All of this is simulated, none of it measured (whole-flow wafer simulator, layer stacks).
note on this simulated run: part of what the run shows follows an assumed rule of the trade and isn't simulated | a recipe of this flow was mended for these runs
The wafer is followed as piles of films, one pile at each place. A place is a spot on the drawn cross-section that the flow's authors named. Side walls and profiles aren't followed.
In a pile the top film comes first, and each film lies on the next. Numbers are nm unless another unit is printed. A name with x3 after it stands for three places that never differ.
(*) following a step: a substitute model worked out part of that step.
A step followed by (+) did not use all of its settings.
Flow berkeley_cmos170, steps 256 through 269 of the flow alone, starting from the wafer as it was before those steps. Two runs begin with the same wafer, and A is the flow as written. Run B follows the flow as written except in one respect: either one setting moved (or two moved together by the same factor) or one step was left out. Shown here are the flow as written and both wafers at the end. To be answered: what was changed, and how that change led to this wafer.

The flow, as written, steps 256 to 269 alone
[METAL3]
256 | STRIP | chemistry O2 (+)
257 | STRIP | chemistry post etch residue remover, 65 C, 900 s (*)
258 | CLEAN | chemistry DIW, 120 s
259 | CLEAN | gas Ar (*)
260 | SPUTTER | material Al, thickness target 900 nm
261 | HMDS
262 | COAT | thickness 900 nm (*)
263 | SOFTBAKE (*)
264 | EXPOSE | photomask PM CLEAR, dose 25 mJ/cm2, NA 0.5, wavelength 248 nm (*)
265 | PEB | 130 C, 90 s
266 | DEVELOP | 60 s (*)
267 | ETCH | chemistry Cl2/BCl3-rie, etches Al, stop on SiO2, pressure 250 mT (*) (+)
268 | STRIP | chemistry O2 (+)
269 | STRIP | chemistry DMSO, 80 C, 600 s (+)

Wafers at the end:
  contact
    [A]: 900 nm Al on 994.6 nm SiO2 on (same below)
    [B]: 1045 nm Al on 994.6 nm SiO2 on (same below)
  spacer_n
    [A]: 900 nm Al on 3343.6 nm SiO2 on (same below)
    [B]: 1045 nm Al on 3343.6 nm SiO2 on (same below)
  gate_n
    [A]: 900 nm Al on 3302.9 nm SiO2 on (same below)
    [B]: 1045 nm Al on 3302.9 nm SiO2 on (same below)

What caused this: step 260, SPUTTER: thickness target 1045 nm was run, whereas the flow has thickness target 900 nm.
The wafer itself shows it: contact has Al 1045, and step 260 as written asks for 900 nm.

The path from the change to this, step by step:
  260 | SPUTTER | material Al, thickness target 900 nm
      field, mark, sd_n and 9 more: A Al gains 900 (new film) | B Al gains 1045 (new film)
      via2: A Al gains 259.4 | B Al gains 278.8
  262 | COAT | thickness 900 nm (*)
      via2: A KrF-resist gains 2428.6 (new film) | B KrF-resist gains 2548.7 (new film)
  265 | PEB | 130 C, 90 s
      via2: A KrF-resist loses 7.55 | B KrF-resist loses 8.47
  267 | ETCH | chemistry Cl2/BCl3-rie, etches Al, stop on SiO2, pressure 250 mT (*) (+)
      field, sd_n, spacer_n and 9 more: A KrF-resist loses 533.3 | B KrF-resist loses 605.8
      mark: A Al loses 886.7 (all of it), SiO2 loses 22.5 | B Al loses 1031.7 (all of it), SiO2 loses 22.5
  268 | STRIP | chemistry O2 (+)
      field, spacer_n, gate_n: A KrF-resist loses 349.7 (all of it) | B KrF-resist loses 277.2 (all of it)
      spacer_p, gate_p: A KrF-resist loses 349.6 (all of it) | B KrF-resist loses 277.1 (all of it)
      (as well as at 7 more places)
